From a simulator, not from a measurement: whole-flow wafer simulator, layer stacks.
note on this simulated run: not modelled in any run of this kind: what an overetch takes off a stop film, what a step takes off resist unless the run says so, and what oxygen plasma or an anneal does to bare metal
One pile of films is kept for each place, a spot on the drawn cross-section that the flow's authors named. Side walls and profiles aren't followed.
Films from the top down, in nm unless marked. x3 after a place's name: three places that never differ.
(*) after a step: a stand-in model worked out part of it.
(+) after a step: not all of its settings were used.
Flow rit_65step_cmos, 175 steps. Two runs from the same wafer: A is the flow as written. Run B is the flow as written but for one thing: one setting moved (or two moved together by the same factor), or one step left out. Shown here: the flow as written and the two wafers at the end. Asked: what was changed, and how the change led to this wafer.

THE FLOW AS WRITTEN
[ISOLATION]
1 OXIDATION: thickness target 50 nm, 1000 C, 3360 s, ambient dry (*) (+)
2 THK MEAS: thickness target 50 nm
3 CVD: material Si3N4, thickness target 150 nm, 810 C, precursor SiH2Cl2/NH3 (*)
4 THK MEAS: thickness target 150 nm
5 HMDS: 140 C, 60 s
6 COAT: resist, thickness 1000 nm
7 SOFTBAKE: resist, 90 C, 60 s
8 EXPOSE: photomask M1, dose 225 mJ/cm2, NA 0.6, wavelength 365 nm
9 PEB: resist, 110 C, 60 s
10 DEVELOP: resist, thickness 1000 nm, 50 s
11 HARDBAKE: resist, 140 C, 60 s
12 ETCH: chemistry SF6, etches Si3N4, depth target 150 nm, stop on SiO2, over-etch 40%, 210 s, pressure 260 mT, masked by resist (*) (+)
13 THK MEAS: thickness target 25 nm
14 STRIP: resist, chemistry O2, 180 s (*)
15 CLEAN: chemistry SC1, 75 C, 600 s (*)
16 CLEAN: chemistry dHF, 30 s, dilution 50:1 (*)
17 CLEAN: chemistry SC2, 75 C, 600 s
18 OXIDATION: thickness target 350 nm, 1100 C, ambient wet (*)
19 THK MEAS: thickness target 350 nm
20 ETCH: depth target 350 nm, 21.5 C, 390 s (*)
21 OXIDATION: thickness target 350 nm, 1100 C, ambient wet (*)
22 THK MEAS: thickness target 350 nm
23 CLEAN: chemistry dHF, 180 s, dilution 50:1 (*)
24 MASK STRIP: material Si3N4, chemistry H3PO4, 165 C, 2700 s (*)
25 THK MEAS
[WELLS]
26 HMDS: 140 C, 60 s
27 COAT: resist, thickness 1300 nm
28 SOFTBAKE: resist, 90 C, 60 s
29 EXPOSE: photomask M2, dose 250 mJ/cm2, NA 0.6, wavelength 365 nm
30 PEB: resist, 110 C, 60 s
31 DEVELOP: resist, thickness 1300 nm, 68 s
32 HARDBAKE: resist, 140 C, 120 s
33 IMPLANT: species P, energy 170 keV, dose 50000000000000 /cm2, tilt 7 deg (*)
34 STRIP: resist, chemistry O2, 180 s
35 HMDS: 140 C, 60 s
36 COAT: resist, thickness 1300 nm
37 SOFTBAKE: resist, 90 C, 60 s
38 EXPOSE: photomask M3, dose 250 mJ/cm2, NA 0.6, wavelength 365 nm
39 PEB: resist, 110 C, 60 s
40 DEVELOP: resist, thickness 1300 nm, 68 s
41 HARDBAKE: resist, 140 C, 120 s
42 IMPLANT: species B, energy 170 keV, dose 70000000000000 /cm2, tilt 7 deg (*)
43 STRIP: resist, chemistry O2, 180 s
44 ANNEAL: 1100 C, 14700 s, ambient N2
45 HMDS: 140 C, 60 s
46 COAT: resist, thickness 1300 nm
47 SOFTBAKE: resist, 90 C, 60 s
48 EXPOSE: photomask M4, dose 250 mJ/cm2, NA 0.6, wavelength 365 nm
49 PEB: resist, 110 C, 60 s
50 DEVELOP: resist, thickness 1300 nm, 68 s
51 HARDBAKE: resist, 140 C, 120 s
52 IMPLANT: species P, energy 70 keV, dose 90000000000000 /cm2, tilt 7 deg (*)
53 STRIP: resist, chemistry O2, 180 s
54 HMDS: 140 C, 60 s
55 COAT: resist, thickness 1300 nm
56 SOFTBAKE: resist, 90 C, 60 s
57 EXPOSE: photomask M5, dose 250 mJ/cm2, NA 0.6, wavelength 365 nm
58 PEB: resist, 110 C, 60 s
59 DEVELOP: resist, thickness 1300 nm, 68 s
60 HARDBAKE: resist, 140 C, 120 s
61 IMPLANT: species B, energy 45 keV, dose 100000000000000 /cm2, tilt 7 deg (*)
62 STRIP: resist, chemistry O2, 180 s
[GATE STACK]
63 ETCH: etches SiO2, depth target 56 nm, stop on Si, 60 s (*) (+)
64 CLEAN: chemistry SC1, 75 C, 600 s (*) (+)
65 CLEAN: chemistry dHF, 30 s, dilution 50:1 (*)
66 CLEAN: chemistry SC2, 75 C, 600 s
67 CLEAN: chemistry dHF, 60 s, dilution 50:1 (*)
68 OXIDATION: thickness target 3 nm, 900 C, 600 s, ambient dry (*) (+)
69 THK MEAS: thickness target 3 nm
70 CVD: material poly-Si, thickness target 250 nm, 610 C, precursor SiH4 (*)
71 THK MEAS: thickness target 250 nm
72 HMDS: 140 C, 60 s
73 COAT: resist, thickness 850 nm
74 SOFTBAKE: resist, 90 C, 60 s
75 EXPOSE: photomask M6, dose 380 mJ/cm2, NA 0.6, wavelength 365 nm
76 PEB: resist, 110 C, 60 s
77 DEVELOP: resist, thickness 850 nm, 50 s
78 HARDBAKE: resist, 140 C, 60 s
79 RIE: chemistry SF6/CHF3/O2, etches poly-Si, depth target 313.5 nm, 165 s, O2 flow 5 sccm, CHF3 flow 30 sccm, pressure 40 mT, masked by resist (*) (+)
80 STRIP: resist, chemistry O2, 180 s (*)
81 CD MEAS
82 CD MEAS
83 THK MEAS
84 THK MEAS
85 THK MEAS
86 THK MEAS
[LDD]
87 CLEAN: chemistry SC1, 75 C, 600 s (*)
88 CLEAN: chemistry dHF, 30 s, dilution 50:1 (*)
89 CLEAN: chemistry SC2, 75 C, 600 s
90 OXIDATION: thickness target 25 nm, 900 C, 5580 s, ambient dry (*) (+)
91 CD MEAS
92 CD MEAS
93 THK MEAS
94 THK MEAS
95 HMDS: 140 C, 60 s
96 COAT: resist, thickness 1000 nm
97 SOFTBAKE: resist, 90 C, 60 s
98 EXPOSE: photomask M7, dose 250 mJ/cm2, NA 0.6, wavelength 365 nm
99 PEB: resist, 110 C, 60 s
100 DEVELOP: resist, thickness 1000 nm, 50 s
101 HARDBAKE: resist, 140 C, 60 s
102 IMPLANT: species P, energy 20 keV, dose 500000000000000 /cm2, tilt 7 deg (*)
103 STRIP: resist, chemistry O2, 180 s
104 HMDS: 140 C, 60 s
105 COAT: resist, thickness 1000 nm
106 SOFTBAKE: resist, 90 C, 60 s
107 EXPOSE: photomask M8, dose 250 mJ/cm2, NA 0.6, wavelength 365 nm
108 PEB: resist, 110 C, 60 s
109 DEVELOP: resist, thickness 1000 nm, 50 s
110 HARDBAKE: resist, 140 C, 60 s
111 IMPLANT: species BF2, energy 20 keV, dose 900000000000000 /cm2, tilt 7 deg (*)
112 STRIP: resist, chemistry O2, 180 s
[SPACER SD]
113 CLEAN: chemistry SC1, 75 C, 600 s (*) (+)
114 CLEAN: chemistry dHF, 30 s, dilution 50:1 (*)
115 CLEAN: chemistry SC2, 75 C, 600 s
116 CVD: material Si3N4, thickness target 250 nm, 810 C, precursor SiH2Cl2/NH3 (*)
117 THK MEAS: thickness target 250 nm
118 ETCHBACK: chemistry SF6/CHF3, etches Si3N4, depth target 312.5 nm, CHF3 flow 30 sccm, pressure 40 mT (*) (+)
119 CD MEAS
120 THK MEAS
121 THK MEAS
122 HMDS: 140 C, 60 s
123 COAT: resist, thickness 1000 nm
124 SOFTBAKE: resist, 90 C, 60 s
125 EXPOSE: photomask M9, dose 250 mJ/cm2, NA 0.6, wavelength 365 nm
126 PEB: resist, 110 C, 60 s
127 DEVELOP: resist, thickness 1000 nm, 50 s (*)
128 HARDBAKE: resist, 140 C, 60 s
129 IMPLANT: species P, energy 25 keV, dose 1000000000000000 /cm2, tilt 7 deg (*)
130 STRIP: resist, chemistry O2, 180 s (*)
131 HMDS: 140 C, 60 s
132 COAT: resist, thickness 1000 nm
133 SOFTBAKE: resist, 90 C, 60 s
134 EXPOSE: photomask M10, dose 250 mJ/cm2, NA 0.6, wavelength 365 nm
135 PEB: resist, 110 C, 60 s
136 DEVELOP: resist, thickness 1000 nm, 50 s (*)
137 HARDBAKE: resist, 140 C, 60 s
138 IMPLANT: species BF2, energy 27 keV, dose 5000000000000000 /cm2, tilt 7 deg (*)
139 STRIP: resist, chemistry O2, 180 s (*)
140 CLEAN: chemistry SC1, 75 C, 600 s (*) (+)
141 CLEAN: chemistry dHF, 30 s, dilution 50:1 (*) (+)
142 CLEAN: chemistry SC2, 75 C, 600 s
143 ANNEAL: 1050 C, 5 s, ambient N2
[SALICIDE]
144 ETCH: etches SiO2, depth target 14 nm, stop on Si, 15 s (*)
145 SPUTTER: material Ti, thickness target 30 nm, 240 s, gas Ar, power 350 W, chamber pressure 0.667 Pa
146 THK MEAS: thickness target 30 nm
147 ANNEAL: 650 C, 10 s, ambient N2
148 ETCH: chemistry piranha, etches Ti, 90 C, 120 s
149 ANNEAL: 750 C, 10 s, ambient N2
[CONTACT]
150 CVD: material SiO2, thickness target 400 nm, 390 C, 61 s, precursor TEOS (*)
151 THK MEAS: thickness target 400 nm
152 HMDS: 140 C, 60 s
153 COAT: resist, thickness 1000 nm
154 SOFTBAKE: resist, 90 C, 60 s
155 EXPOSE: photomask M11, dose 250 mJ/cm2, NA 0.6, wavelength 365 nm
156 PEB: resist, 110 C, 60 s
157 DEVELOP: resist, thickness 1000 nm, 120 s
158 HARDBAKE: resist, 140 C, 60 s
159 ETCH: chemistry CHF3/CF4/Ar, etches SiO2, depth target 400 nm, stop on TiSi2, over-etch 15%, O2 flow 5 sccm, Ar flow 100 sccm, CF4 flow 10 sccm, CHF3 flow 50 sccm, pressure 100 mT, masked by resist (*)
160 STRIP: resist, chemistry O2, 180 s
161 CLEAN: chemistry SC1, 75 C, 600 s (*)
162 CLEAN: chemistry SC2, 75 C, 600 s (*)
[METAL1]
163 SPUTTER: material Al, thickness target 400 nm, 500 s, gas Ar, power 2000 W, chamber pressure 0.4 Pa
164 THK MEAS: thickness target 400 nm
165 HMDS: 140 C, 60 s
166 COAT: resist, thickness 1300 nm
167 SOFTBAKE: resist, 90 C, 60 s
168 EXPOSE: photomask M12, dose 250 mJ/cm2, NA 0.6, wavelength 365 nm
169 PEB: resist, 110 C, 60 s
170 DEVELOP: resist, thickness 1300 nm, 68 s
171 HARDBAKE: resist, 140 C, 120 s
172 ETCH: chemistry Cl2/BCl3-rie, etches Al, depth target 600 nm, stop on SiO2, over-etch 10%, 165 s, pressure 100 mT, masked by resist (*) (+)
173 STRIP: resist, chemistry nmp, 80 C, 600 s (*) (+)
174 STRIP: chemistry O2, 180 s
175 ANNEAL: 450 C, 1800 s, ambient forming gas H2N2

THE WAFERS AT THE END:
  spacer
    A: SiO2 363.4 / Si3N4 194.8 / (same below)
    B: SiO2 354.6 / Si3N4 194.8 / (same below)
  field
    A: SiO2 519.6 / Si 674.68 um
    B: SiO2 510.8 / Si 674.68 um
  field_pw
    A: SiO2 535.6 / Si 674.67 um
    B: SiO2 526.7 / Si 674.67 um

The cause: step 163, SPUTTER: power 1648 W was run, where the flow has power 2000 W.

How the change led to this, step by step:
  163 SPUTTER: material Al, thickness target 400 nm, 500 s, gas Ar, power 2000 W, chamber pressure 0.4 Pa
      field, field_p, spacer, spacer_p: A Al +400 (new film) | B Al +329.6 (new film)
      gate_n, gate_p: A Al +396 (new film) | B Al +329.6 (new film)
      (and at 2 more places)
  172 ETCH: chemistry Cl2/BCl3-rie, etches Al, depth target 600 nm, stop on SiO2, over-etch 10%, 165 s, pressure 100 mT, masked by resist (*) (+)
      field, field_p, spacer, spacer_p: A Al -400 (all of it), SiO2 -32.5 | B Al -329.6 (all of it), SiO2 -41.3
      gate_n, gate_p: A Al -396 (all of it), SiO2 -33 | B Al -329.6 (all of it), SiO2 -41.3
      (and at 2 more places)
